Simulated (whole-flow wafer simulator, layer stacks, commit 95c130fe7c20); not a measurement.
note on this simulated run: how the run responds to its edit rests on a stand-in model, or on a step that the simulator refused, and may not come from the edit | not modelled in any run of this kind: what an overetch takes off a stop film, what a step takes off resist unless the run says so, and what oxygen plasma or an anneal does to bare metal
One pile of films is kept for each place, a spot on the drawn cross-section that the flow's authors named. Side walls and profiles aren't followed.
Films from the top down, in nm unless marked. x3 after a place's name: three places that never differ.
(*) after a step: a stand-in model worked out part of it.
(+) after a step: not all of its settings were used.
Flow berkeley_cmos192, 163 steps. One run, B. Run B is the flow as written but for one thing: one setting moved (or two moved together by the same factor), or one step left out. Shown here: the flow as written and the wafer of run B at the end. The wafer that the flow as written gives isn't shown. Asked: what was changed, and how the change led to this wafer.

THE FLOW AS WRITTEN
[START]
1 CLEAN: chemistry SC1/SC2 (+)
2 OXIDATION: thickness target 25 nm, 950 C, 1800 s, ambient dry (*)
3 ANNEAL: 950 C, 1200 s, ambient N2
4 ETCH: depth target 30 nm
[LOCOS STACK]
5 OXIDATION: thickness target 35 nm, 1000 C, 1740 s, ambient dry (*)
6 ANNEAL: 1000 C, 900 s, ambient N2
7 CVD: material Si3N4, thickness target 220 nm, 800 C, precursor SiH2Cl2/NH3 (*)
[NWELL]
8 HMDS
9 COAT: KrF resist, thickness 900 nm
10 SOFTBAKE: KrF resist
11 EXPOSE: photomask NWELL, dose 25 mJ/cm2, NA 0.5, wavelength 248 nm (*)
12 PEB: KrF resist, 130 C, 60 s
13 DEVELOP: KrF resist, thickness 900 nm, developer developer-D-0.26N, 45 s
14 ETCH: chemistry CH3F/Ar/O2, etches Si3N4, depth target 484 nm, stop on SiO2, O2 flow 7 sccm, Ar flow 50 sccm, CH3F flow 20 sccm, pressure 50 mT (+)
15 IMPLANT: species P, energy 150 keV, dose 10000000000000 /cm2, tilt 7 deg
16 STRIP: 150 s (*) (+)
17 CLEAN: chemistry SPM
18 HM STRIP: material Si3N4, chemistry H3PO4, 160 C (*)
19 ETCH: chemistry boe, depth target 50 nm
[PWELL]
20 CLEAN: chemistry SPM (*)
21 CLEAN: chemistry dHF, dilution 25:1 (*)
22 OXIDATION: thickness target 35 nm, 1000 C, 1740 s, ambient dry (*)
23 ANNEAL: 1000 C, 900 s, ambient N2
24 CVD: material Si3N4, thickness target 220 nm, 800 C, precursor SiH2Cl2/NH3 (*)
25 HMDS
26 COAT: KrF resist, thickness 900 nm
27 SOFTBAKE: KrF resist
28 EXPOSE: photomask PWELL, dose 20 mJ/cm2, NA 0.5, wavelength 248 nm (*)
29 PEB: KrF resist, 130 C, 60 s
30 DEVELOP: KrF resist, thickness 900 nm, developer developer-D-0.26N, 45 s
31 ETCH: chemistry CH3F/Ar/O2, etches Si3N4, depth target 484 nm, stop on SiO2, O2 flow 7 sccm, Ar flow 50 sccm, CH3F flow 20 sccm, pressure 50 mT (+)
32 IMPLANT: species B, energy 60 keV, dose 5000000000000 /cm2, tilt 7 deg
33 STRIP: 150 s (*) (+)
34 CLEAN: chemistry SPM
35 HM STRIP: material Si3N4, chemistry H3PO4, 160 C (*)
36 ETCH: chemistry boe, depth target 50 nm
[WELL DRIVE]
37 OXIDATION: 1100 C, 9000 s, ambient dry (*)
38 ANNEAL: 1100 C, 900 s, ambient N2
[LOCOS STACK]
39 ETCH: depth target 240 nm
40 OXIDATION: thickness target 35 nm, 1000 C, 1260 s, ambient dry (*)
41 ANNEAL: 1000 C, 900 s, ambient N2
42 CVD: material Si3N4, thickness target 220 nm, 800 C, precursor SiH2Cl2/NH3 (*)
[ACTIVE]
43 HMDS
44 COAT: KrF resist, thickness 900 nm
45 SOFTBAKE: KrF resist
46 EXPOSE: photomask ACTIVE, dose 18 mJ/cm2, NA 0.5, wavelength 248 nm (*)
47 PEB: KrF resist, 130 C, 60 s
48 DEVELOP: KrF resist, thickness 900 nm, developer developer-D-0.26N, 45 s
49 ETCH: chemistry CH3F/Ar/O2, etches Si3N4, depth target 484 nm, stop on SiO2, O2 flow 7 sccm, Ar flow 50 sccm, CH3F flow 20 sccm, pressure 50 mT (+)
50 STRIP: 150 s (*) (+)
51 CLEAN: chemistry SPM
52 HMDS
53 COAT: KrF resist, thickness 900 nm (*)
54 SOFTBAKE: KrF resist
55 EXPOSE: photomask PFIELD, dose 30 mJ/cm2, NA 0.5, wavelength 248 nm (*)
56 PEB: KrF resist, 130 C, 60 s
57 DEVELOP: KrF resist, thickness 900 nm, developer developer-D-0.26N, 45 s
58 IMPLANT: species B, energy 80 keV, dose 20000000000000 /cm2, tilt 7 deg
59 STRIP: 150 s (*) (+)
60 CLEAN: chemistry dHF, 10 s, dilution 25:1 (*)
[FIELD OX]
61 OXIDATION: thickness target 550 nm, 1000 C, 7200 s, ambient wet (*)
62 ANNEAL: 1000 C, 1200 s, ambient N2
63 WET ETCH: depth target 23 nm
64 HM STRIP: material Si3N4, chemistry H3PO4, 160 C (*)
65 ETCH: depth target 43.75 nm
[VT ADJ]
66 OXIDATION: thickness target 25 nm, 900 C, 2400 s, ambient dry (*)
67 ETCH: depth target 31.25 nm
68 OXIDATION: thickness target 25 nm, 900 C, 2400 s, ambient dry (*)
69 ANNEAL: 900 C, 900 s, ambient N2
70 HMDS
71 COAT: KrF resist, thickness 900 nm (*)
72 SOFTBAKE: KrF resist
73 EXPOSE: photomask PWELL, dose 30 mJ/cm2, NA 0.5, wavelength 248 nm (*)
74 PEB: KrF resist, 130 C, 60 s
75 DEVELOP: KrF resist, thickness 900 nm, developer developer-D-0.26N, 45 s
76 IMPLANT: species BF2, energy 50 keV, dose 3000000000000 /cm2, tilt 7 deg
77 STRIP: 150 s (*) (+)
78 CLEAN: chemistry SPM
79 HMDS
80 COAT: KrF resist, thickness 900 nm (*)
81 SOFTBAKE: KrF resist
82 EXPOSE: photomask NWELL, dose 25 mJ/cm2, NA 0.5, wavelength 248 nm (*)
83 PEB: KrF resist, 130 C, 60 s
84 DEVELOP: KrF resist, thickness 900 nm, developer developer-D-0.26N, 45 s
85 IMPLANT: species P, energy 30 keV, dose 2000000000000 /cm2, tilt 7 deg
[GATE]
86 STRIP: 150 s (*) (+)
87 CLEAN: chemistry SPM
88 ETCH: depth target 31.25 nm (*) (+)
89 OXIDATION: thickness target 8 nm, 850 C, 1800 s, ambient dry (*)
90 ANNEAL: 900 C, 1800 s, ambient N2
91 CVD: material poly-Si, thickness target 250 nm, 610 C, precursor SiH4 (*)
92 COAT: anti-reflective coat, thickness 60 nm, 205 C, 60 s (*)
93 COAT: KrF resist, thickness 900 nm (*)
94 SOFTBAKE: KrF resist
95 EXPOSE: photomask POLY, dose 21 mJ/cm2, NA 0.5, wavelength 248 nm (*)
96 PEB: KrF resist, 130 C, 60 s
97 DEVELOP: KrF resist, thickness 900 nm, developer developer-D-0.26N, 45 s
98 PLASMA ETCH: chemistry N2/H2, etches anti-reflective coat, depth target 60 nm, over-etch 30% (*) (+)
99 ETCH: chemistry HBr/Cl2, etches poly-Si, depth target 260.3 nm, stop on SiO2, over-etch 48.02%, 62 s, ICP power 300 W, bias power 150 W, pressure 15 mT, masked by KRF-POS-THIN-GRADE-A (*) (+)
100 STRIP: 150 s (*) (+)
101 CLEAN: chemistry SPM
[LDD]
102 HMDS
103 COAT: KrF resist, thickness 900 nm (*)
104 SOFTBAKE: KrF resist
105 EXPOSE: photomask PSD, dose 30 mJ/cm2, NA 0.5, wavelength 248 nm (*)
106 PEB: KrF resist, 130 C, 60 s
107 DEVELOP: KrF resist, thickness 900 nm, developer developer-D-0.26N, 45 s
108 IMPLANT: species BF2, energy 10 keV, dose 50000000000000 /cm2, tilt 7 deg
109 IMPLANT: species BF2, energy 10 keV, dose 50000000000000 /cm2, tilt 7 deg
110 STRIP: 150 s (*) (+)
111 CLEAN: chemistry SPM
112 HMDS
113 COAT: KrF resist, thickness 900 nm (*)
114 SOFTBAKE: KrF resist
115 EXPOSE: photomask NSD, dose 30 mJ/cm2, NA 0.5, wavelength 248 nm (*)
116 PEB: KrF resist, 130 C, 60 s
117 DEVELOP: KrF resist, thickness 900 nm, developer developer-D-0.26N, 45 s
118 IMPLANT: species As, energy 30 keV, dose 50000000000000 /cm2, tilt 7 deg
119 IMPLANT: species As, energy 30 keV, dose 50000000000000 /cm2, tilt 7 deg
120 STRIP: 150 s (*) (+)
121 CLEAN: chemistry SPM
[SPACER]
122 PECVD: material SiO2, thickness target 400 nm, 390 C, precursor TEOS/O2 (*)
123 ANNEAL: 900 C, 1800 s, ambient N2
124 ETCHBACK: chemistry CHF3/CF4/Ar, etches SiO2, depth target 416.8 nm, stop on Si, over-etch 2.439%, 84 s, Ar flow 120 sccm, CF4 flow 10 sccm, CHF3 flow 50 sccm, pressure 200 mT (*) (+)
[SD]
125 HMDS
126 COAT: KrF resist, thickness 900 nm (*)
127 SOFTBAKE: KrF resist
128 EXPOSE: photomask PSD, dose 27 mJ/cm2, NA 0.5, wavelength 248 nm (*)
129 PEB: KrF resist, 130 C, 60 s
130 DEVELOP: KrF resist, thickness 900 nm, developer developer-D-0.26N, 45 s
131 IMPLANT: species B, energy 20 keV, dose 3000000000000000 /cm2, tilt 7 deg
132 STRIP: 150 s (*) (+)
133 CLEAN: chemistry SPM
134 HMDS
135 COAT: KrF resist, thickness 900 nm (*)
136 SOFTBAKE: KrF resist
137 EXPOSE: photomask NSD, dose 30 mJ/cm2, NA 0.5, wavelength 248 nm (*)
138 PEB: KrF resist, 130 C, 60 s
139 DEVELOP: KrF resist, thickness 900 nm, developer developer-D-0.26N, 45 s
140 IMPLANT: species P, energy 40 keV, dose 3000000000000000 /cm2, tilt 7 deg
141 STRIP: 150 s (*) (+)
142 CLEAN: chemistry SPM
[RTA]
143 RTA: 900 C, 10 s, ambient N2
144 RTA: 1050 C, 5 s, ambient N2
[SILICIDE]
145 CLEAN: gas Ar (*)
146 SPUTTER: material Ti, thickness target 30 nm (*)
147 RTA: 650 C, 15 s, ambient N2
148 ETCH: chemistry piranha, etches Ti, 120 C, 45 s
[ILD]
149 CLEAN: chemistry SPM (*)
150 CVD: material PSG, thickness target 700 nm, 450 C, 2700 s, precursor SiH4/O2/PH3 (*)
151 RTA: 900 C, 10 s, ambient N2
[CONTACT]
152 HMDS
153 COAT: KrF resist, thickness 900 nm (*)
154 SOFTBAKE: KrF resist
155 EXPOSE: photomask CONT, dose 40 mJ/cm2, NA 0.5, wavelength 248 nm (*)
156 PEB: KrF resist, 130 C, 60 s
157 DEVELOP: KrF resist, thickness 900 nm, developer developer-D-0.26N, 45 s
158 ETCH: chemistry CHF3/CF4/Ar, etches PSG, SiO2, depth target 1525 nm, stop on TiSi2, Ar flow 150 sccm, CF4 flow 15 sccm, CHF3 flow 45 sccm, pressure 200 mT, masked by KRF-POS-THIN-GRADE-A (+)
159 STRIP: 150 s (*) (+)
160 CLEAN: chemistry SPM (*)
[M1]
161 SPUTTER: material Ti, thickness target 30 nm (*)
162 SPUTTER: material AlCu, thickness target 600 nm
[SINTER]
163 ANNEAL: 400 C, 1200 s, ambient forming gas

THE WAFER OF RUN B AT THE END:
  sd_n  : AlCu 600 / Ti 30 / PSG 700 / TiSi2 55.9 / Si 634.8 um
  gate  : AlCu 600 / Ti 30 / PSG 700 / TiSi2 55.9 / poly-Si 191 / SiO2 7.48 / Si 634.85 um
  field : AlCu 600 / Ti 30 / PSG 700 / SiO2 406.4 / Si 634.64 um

The cause: step 39, ETCH: depth target 154 nm was run, where the flow has depth target 240 nm.

How the change led to this, step by step:
  39 ETCH: depth target 240 nm
      field, sd_n, spacer_n and 6 more: SiO2 -154 (as written it would be: SiO2 -197.6 (all of it))
  40 OXIDATION: thickness target 35 nm, 1000 C, 1260 s, ambient dry (*)
      field, sd_n, spacer_n and 6 more: SiO2 +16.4, Si -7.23 (as written it would be: SiO2 +26.6 (new film), Si -11.7)
  61 OXIDATION: thickness target 550 nm, 1000 C, 7200 s, ambient wet (*)
      gate: SiO2 +12.1 (new film), Si3N4 -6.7 (as written it would be: SiO2 +12.1 (new film), Si3N4 -6.7, SiO2 +0.05, Si -0.05)
      field: SiO2 +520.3, Si -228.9 (as written it would be: SiO2 +542.3, Si -238.6)
      (and at 2 more places)
  65 ETCH: depth target 43.75 nm
      sd_n, spacer_n, gate, sd_p, spacer_p, gate_p, contact, m1: SiO2 -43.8 (as written it would be: SiO2 -24.6 (all of it))
  66 OXIDATION: thickness target 25 nm, 900 C, 2400 s, ambient dry (*)
      spacer_n, gate, spacer_p, gate_p, contact, m1: SiO2 +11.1, Si -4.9 (as written it would be: SiO2 +14.9 (new film), Si -6.57)
      sd_n: SiO2 +10.5, Si -4.62 (as written it would be: SiO2 +14.9 (new film), Si -6.57)
      (and at 1 more place)
  67 ETCH: depth target 31.25 nm
      spacer_n, gate, spacer_p, gate_p, contact, m1: SiO2 -25.4 (all of it) (as written it would be: SiO2 -14.9 (all of it))
      sd_n: SiO2 -29.2 (all of it) (as written it would be: SiO2 -14.9 (all of it))
      (and at 1 more place)
  92 COAT: anti-reflective coat, thickness 60 nm, 205 C, 60 s (*)
      sd_n: anti-reflective coat +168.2 (new film) (as written it would be: anti-reflective coat +152.4 (new film))
      spacer_n: anti-reflective coat +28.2 (new film) (as written it would be: anti-reflective coat +33.8 (new film))
      (and at 6 more places)
  98 PLASMA ETCH: chemistry N2/H2, etches anti-reflective coat, depth target 60 nm, over-etch 30% (*) (+)
      field: anti-reflective coat -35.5 (all of it), poly-Si -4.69 (as written it would be: anti-reflective coat -35.3 (all of it), poly-Si -4.18)
      sd_n: anti-reflective coat -168.2 (all of it), poly-Si -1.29 (as written it would be: anti-reflective coat -152.4 (all of it), poly-Si -1.17)
      (and at 5 more places)
  100 STRIP: 150 s (*) (+)
      gate: chemical SiO2 +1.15 (new film), KrF resist -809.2 (all of it), anti-reflective coat -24 (all of it), poly-Si -0.51 (as written it would be: chemical SiO2 +1.15 (new film), KrF resist -791.8 (all of it), anti-reflective coat -30 (all of it), poly-Si -0.51)
      gate_p: chemical SiO2 +1.15 (new film), KrF resist -776.2 (all of it), anti-reflective coat -26.6 (all of it), poly-Si -0.51 (as written it would be: chemical SiO2 +1.15 (new film), KrF resist -765.1 (all of it), anti-reflective coat -31 (all of it), poly-Si -0.51)
  147 RTA: 650 C, 15 s, ambient N2
      sd_p: Ti -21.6, TiSi first +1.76 (new film), TiSi2 C49 +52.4 (new film), Si -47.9 (as written it would be: Ti -21.9, TiSi first +2.35 (new film), TiSi2 C49 +52.1 (new film), Si -48.1)
  151 RTA: 900 C, 10 s, ambient N2
      sd_p: under 1 film: TiSi2 +51.6 (new film), TiSi first -1.65 (all of it), TiSi2 C49 -52.4 (all of it), Si -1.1 (as written it would be: under 1 film: TiSi2 +52.2 (new film), TiSi first -2.25 (all of it), TiSi2 C49 -52.1 (all of it), Si -1.5)
  162 SPUTTER: material AlCu, thickness target 600 nm
      sd_p: AlCu +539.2 (new film) (as written it would be: AlCu +551.2 (new film))
